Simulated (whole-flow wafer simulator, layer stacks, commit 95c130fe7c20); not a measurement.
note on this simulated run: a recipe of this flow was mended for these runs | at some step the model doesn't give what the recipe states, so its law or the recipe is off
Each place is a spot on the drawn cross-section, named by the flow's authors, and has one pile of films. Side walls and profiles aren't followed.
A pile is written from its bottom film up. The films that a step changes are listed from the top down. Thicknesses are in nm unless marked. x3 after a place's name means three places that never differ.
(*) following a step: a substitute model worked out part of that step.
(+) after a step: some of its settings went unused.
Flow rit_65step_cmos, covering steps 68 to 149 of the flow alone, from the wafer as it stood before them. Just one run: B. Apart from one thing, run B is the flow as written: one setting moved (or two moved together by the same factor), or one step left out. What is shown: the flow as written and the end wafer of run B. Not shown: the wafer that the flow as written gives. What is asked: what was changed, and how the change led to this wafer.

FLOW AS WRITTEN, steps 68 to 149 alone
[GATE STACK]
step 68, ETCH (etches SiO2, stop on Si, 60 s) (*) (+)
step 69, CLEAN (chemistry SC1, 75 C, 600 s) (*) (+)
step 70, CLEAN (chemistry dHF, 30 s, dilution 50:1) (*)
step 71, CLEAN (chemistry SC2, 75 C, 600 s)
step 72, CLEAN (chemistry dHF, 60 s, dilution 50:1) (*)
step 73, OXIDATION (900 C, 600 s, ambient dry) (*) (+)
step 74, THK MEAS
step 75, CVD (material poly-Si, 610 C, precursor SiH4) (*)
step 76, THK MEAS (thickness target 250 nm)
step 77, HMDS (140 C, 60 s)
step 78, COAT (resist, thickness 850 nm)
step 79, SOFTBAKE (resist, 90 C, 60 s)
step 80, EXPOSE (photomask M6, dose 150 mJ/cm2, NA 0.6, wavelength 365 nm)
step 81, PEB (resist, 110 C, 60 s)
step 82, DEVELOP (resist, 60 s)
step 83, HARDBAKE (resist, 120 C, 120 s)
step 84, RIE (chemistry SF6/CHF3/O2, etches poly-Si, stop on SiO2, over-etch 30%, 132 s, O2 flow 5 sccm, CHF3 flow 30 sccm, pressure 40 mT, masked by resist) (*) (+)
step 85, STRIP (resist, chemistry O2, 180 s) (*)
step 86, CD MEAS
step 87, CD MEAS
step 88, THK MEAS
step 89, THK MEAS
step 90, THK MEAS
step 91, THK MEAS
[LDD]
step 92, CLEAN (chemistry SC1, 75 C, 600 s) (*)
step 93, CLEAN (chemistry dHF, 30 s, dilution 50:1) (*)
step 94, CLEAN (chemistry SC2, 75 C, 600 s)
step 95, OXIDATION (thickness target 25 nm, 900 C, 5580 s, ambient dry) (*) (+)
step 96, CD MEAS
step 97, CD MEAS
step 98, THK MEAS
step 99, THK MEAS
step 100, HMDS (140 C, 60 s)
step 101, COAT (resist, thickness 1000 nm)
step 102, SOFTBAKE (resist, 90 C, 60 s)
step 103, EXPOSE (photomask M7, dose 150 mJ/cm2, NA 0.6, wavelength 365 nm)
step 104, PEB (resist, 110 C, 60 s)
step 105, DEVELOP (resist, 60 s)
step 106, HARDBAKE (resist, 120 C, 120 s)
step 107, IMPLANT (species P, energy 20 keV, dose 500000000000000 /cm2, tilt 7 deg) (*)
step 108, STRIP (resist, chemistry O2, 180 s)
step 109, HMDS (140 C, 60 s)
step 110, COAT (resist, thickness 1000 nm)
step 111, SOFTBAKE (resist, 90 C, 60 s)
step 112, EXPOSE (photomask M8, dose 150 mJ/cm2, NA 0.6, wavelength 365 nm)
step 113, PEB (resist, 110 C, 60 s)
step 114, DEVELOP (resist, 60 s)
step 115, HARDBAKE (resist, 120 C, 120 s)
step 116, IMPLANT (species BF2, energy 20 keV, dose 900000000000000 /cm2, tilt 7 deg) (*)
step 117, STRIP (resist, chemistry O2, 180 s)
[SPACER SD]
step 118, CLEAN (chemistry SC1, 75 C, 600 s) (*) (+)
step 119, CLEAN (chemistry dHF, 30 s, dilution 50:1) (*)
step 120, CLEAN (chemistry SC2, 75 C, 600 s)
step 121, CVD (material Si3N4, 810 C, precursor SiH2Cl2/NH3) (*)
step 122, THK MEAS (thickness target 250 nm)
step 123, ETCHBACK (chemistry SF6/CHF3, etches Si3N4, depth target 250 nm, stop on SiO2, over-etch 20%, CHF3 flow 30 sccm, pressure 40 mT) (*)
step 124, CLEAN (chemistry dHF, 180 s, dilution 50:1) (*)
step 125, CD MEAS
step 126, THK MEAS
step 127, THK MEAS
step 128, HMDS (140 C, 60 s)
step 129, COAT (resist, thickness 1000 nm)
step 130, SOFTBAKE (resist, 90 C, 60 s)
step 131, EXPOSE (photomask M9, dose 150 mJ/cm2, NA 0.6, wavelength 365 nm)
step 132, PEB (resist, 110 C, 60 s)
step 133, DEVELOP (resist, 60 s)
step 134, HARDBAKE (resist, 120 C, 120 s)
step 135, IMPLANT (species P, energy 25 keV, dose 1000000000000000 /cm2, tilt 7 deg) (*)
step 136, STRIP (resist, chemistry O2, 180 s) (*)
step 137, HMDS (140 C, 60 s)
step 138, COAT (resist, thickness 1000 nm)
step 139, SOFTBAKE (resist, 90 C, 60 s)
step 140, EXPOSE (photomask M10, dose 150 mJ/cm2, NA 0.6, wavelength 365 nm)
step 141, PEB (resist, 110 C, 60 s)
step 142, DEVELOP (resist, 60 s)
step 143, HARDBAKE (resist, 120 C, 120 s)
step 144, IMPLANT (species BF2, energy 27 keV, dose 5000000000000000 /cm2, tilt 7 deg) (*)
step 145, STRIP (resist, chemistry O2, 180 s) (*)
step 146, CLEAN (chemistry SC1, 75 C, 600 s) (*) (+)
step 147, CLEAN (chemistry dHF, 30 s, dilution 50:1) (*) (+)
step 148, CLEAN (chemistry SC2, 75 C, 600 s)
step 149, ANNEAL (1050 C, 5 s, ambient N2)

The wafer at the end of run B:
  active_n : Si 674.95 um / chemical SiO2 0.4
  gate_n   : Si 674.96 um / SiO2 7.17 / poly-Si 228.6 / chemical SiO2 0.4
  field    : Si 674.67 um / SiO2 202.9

The reason: step 68, ETCH: 67 s was run, though the flow has 60 s; step 69, CLEAN: 675 s was run, where the flow has 600 s.

How this came from the change, step by step:
  step 68, ETCH (etches SiO2, stop on Si, 60 s) (*) (+)
      field, field_pw, field_nw, field_p: SiO2 loses 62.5 (in the flow as written it would be: SiO2 loses 56)
  step 69, CLEAN (chemistry SC1, 75 C, 600 s) (*) (+)
      gate_n, gate_p, spacer, spacer_p, sd_n, sd_p, contact, m1: chemical SiO2 gains 0.6 (new film), Si loses 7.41 (in the flow as written it would be: chemical SiO2 gains 0.6 (new film), Si loses 6.79)
      active_n, active_p: chemical SiO2 gains 0.6 (new film), Si loses 7.41 (in the flow as written it would be: chemical SiO2 gains 0.6 (new film), Si loses 6.8)
